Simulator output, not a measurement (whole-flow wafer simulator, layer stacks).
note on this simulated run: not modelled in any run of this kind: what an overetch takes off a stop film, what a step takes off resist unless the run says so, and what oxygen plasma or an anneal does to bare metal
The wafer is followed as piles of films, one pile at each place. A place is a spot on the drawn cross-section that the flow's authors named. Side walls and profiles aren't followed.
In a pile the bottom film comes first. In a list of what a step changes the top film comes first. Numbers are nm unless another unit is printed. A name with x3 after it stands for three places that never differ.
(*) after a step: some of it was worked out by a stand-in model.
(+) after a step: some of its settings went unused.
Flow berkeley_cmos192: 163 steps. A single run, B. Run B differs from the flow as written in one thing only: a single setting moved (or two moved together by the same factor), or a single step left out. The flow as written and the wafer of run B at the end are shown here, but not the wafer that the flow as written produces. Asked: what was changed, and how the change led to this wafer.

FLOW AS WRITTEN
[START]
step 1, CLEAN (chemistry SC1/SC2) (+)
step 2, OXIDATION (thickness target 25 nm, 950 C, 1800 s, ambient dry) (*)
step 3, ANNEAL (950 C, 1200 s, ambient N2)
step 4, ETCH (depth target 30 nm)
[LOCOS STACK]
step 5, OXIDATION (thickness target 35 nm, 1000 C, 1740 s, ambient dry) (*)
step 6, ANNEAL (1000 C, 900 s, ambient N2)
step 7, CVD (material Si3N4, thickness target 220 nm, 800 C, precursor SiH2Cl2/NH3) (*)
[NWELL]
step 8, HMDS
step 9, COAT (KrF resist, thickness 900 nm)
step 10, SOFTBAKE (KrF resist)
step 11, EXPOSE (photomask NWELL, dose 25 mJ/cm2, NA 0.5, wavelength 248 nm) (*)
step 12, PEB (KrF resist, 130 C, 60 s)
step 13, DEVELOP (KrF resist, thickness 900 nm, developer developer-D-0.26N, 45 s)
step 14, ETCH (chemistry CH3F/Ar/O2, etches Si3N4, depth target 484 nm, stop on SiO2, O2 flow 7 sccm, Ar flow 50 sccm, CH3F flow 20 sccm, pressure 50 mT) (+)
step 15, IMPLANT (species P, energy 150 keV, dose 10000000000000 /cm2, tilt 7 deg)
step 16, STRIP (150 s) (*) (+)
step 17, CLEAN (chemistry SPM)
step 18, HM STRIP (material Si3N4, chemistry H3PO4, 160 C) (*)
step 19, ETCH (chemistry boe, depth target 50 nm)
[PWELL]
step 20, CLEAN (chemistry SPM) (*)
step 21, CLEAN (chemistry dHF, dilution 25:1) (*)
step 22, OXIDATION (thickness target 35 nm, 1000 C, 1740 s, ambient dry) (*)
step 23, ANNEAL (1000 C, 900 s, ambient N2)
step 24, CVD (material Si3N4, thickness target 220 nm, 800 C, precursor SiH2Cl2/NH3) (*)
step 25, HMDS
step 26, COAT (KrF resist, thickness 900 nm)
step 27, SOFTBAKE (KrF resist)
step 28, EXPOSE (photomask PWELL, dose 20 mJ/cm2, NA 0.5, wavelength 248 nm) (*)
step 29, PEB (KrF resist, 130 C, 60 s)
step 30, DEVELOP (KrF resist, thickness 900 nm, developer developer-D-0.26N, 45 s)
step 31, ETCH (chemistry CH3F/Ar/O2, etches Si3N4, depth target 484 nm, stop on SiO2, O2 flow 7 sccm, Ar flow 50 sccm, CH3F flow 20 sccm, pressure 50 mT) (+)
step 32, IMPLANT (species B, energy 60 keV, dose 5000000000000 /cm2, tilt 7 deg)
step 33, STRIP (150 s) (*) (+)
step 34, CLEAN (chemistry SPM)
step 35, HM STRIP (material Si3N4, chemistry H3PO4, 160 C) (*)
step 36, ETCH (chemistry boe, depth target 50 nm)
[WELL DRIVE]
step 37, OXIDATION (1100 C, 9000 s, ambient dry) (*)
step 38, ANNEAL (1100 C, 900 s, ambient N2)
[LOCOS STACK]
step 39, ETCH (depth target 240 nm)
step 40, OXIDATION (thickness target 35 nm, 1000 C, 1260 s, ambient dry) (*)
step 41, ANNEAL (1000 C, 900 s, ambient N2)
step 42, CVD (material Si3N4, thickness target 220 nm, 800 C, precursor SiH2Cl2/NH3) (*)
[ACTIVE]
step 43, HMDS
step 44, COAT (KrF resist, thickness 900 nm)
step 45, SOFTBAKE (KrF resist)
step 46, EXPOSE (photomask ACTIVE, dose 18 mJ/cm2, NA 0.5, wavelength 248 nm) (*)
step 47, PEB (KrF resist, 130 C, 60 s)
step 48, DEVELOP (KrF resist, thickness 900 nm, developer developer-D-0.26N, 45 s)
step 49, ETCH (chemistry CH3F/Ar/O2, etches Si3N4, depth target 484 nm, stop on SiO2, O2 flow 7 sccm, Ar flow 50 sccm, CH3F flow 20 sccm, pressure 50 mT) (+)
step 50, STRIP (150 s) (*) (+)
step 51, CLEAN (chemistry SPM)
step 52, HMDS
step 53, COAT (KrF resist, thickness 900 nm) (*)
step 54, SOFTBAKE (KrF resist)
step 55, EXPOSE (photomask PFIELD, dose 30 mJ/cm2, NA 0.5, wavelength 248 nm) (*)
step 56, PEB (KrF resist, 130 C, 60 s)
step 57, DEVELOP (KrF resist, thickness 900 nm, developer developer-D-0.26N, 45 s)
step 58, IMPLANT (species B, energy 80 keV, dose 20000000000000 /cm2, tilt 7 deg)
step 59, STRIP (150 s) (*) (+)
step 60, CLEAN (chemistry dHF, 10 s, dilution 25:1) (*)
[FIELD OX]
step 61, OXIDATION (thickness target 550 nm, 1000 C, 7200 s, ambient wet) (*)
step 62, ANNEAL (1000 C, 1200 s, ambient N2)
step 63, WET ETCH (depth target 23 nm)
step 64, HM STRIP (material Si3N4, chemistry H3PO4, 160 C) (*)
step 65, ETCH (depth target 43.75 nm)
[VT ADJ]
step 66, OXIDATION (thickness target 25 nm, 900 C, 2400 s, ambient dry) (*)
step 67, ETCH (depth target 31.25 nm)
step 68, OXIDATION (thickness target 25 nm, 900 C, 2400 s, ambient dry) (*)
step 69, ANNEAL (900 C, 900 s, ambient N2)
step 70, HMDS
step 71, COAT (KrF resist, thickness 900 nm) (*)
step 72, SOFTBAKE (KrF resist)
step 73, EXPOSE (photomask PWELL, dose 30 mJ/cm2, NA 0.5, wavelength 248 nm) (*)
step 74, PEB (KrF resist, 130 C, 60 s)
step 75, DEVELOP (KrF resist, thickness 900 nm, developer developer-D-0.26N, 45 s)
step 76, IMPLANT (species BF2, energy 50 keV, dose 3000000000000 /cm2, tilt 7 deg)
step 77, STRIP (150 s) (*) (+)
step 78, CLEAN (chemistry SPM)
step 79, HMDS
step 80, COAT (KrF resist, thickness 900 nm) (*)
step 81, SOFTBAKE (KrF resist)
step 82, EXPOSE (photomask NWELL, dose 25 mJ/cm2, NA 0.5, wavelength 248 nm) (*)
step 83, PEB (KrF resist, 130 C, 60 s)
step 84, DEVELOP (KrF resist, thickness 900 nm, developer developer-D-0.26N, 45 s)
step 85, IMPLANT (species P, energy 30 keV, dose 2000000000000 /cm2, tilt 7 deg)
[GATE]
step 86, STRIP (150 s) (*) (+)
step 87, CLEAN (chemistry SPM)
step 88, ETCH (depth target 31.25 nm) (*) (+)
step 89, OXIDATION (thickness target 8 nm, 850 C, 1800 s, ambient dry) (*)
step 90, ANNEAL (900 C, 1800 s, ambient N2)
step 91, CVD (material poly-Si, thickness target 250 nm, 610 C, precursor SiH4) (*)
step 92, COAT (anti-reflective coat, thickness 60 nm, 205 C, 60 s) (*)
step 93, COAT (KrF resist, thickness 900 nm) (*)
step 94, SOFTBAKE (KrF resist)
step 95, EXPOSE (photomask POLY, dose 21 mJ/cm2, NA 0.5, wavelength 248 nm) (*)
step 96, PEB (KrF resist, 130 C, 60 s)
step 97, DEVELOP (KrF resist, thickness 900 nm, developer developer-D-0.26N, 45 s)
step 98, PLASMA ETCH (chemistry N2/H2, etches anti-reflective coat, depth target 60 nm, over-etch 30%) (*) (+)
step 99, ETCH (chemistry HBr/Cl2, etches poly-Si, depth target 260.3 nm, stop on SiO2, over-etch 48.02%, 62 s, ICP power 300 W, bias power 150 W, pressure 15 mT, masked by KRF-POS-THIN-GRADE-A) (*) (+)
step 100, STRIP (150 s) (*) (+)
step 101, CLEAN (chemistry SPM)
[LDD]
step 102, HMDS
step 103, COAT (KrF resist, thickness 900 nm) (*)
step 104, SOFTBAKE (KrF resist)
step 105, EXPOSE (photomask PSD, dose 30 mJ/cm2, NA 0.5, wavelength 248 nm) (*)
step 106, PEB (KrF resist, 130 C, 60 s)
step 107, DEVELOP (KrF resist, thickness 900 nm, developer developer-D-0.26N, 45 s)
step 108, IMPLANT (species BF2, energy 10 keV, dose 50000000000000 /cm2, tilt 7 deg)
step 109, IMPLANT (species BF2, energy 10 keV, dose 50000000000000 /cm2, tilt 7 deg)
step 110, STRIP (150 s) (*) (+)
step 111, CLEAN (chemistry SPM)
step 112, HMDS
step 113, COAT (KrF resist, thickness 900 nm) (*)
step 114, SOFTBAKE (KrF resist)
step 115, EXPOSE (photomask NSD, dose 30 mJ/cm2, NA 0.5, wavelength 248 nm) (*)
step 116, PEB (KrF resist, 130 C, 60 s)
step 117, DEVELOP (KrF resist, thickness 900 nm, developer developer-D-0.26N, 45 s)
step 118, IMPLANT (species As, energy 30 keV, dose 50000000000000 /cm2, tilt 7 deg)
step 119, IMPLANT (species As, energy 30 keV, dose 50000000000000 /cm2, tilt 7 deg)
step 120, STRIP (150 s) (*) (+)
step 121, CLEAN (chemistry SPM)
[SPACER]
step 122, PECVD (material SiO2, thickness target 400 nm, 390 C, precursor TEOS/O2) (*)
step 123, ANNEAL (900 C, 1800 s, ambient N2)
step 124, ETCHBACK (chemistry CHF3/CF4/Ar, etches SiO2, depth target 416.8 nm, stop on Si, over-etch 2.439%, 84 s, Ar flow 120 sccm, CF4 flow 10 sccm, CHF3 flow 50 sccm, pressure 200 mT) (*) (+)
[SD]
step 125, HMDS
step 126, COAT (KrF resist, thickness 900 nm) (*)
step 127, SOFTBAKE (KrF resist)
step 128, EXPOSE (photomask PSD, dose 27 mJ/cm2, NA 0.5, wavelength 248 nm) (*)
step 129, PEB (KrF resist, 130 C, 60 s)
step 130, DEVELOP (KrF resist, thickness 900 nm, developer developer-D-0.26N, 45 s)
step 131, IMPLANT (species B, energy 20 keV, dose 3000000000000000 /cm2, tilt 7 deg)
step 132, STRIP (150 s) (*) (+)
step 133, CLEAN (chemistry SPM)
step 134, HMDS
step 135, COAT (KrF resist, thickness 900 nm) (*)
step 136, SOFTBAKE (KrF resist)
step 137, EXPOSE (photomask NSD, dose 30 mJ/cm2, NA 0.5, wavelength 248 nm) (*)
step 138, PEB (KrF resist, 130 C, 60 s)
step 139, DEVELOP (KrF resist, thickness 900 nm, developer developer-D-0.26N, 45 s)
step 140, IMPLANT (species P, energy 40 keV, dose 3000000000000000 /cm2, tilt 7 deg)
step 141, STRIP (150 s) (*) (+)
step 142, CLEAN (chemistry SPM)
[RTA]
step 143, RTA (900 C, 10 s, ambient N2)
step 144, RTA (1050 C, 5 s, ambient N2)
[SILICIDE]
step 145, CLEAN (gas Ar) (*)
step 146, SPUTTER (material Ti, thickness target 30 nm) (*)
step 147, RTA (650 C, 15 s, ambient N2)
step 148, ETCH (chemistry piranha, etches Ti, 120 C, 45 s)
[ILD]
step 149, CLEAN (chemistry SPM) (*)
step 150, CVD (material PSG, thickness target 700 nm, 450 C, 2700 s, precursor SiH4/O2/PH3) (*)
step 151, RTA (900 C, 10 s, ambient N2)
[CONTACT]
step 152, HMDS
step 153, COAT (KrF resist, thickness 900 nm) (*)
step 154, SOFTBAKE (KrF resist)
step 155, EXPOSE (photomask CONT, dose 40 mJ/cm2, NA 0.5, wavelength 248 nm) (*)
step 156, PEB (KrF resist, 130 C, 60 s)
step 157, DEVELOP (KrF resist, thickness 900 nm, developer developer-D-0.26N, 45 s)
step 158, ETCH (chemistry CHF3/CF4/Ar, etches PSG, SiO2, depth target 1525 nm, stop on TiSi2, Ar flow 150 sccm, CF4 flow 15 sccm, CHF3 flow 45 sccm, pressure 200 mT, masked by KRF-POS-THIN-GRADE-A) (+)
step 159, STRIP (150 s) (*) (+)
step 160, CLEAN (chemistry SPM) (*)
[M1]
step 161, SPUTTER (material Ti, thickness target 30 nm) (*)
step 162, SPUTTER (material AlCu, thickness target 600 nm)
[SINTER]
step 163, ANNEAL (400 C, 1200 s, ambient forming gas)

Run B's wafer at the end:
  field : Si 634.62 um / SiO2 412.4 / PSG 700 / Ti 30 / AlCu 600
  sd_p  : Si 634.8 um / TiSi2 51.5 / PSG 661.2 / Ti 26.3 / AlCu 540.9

What caused this: step 65, ETCH: depth target 26.25 nm was run, though the flow has depth target 43.75 nm.

How this came from the change, step by step:
  step 65, ETCH (depth target 43.75 nm)
      field: SiO2 loses 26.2 (in the flow as written it would be: SiO2 loses 43.8)
  step 92, COAT (anti-reflective coat, thickness 60 nm, 205 C, 60 s) (*)
      sd_n: anti-reflective coat gains 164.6 (new film) (in the flow as written it would be: anti-reflective coat gains 152.4 (new film))
      spacer_n: anti-reflective coat gains 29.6 (new film) (in the flow as written it would be: anti-reflective coat gains 33.8 (new film))
      (as well as at 6 more places)
  step 98, PLASMA ETCH (chemistry N2/H2, etches anti-reflective coat, depth target 60 nm, over-etch 30%) (*) (+)
      sd_n: anti-reflective coat loses 164.6 (all of it), poly-Si loses 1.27 (in the flow as written it would be: anti-reflective coat loses 152.4 (all of it), poly-Si loses 1.17)
      spacer_n: anti-reflective coat loses 29.6 (all of it), poly-Si loses 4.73 (in the flow as written it would be: anti-reflective coat loses 33.8 (all of it), poly-Si loses 4.21)
      (as well as at 4 more places)
  step 100, STRIP (150 s) (*) (+)
      gate: chemical SiO2 gains 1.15 (new film), KrF resist loses 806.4 (all of it), anti-reflective coat loses 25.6 (all of it), poly-Si loses 0.51 (in the flow as written it would be: chemical SiO2 gains 1.15 (new film), KrF resist loses 791.8 (all of it), anti-reflective coat loses 30 (all of it), poly-Si loses 0.51)
      gate_p: chemical SiO2 gains 1.15 (new film), KrF resist loses 774.6 (all of it), anti-reflective coat loses 28 (all of it), poly-Si loses 0.51 (in the flow as written it would be: chemical SiO2 gains 1.15 (new film), KrF resist loses 765.1 (all of it), anti-reflective coat loses 31 (all of it), poly-Si loses 0.51)
  step 147, RTA (650 C, 15 s, ambient N2)
      sd_p: Ti loses 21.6, TiSi first gains 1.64 (new film), TiSi2 C49 gains 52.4 (new film), Si loses 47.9 (in the flow as written it would be: Ti loses 21.9, TiSi first gains 2.35 (new film), TiSi2 C49 gains 52.1 (new film), Si loses 48.1)
  step 151, RTA (900 C, 10 s, ambient N2)
      sd_p: under 1 film: TiSi2 gains 51.5 (new film), TiSi first loses 1.54 (all of it), TiSi2 C49 loses 52.4 (all of it), Si loses 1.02 (in the flow as written it would be: under 1 film: TiSi2 gains 52.2 (new film), TiSi first loses 2.25 (all of it), TiSi2 C49 loses 52.1 (all of it), Si loses 1.5)
